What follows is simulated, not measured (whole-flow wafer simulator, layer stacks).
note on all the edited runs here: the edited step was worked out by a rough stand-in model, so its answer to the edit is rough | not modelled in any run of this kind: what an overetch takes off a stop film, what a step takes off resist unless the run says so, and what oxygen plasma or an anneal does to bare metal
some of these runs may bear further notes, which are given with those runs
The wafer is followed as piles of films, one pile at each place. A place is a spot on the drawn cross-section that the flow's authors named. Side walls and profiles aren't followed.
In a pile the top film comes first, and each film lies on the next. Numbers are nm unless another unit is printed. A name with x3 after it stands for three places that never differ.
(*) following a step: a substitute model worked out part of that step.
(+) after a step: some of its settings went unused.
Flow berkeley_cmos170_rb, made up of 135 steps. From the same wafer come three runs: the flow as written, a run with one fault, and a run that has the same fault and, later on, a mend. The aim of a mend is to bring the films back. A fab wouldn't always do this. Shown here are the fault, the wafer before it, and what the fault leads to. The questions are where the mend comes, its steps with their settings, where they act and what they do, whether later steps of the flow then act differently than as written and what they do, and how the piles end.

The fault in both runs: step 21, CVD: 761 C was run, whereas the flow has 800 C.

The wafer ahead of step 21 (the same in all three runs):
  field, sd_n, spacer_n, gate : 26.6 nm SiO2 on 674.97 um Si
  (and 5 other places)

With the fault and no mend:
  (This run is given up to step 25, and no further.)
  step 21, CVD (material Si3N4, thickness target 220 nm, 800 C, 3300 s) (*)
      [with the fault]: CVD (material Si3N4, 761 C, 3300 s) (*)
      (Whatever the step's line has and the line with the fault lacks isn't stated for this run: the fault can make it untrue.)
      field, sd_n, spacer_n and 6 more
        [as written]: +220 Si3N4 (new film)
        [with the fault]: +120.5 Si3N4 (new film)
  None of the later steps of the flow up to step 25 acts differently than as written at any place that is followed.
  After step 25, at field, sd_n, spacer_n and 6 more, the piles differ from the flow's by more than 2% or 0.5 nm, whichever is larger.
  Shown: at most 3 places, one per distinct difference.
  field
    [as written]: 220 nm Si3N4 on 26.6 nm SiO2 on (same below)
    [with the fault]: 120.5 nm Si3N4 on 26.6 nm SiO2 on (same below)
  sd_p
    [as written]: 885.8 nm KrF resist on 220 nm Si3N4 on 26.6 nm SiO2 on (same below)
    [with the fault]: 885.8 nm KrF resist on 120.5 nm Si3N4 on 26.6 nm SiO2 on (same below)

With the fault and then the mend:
  After step 25 comes the mend.
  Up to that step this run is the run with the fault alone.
  step 25a, STRIP (*) (+)
      sd_p, spacer_p, gate_p, m1
        -885.8 KrF resist (all of it)
  step 25b, CLEAN (*) (the flow's step 18 again)
      does not change any film at any place that is followed
  step 25c, CVD (material Si3N4, thickness target 99.51 nm, 800 C, 1493 s) (*) (the flow's step 21 again, with other settings)
      field, sd_n, spacer_n and 6 more
        +99.5 Si3N4
  step 25d, COAT (KrF resist, thickness 900 nm) (the flow's step 22 again)
      field, sd_n, spacer_n and 6 more
        +900 KrF resist (new film)
  step 25e, EXPOSE (photomask PWELL) (the flow's step 23 again)
      does not change any film at any place that is followed
  step 25f, PEB (130 C, 60 s) (*) (the flow's step 24 again)
      does not change any film at any place that is followed
  step 25g, DEVELOP (developer developer-D-0.26N, 45 s) (the flow's step 25 again)
      field, sd_n, spacer_n, gate, contact
        -900 KrF resist (all of it)
      sd_p, spacer_p, gate_p, m1
        -14.2 KrF resist
  None of the later steps of the flow acts differently than as written at any place that is followed.
  The piles end the same as the flow's at every place that both follow.
